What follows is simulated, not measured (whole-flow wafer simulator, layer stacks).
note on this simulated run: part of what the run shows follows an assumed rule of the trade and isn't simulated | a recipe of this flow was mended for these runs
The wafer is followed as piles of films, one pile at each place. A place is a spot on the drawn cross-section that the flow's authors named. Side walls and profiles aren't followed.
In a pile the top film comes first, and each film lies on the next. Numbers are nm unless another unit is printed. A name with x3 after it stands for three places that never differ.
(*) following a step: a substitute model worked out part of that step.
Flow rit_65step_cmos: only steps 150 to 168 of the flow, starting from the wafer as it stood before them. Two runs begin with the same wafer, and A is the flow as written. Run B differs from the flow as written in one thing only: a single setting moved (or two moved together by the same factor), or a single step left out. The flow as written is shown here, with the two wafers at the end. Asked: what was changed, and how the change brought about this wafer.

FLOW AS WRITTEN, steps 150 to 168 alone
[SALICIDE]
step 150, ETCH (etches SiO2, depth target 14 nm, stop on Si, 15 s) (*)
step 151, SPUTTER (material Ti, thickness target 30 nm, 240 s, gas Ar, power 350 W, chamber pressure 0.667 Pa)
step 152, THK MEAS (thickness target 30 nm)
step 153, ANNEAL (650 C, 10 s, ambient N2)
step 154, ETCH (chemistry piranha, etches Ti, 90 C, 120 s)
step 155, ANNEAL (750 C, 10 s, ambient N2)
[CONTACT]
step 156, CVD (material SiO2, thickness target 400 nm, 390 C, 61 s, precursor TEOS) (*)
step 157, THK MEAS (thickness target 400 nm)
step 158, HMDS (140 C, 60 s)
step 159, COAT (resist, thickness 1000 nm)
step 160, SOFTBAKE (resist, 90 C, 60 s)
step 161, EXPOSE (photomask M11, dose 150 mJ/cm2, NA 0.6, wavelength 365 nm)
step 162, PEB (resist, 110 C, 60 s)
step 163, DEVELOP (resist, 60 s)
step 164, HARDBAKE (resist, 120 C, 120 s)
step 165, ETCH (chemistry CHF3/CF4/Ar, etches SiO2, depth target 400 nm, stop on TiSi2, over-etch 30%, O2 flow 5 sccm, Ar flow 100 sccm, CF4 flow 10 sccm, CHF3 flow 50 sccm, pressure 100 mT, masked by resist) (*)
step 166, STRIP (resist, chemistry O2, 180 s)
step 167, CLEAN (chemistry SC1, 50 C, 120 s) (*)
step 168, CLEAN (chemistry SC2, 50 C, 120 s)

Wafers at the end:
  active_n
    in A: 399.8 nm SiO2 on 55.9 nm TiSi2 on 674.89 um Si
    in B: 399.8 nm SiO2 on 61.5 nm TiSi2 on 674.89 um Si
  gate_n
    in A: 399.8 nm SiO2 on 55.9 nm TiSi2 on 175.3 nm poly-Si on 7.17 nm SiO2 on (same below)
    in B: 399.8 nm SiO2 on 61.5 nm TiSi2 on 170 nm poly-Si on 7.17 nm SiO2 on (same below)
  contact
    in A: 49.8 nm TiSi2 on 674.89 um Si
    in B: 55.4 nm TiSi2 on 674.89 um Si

Cause: step 151, SPUTTER: thickness target 33 nm was run, whereas the flow has thickness target 30 nm; step 151, SPUTTER: 262 s was run, where the flow has 240 s.

The path from the change to this, step by step:
  step 151, SPUTTER (material Ti, thickness target 30 nm, 240 s, gas Ar, power 350 W, chamber pressure 0.667 Pa)
      field, field_pw, field_nw and 11 more: A Ti gains 30 (new film) | B Ti gains 33 (new film)
  step 153, ANNEAL (650 C, 10 s, ambient N2)
      active_n, active_p, sd_n, sd_p, contact, m1: A Ti loses 23.4, TiSi first gains 15 (new film), TiSi2 C49 gains 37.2 (new film), Si loses 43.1 | B Ti loses 25.7, TiSi first gains 22 (new film), TiSi2 C49 gains 32.8 (new film), Si loses 43.8
      gate_n, gate_p: A Ti loses 23.4, TiSi first gains 15 (new film), TiSi2 C49 gains 37.2 (new film), poly-Si loses 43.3 | B Ti loses 25.7, TiSi first gains 22 (new film), TiSi2 C49 gains 32.8 (new film), poly-Si loses 44
  step 154, ETCH (chemistry piranha, etches Ti, 90 C, 120 s)
      active_n, active_p, gate_n, gate_p, sd_n, sd_p, contact, m1: A Ti loses 6.6 (all of it), TiSi first loses 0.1 | B Ti loses 7.26 (all of it), TiSi first loses 0.1
      field, field_pw, field_nw, field_p, spacer, spacer_p: A Ti loses 30 (all of it) | B Ti loses 33 (all of it)
  step 155, ANNEAL (750 C, 10 s, ambient N2)
      active_n, active_p, sd_n, sd_p, contact, m1: A TiSi2 gains 55.9 (new film), TiSi first loses 14.9 (all of it), TiSi2 C49 loses 37.2 (all of it), Si loses 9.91 | B TiSi2 gains 61.5 (new film), TiSi first loses 21.9 (all of it), TiSi2 C49 loses 32.8 (all of it), Si loses 14.5
      gate_n, gate_p: A TiSi2 gains 55.9 (new film), TiSi first loses 14.9 (all of it), TiSi2 C49 loses 37.2 (all of it), poly-Si loses 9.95 | B TiSi2 gains 61.5 (new film), TiSi first loses 21.9 (all of it), TiSi2 C49 loses 32.8 (all of it), poly-Si loses 14.6
